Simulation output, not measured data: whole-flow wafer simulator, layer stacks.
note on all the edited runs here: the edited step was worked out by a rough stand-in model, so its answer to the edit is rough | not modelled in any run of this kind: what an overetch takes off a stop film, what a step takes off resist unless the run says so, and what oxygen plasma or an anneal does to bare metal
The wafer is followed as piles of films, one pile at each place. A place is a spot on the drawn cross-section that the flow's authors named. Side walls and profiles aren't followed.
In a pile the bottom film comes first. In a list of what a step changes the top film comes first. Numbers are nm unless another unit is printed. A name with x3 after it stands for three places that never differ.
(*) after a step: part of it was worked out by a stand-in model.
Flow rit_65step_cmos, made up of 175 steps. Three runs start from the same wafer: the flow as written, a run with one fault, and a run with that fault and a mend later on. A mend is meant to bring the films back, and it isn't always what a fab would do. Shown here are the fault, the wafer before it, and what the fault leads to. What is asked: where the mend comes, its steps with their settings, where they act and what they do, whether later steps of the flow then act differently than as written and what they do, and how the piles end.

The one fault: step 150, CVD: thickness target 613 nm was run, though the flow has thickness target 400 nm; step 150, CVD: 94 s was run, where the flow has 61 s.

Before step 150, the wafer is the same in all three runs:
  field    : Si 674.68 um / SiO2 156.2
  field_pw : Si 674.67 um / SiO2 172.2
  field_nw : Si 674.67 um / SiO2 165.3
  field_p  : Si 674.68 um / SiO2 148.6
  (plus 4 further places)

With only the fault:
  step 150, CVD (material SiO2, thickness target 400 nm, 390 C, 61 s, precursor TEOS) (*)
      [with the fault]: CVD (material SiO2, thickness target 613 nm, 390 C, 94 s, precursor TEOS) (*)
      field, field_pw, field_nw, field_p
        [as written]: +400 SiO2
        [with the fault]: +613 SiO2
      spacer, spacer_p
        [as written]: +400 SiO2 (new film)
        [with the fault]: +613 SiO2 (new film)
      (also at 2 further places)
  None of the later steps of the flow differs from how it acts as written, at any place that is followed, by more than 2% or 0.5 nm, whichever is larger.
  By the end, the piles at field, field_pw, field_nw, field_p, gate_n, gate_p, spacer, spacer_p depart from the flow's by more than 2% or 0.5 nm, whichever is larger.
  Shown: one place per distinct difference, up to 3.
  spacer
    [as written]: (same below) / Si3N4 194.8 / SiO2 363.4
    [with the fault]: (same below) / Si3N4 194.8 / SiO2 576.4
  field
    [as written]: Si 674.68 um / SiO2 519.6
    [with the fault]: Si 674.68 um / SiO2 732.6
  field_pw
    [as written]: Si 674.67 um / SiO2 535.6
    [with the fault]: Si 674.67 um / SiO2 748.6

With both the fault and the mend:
  The mend stands after step 151.
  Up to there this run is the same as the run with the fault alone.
  step 151a, ETCH (chemistry boe, depth target 215.5 nm)
      field, field_pw, field_nw, field_p, gate_n, gate_p, spacer, spacer_p
        -215.5 SiO2
  None of the later steps of the flow differs from how it acts as written, at any place that is followed, by more than 2% or 0.5 nm, whichever is larger.
  At the end the piles are close to the flow's at the places that both follow, differing by at most 2% or 0.5 nm, whichever is larger.
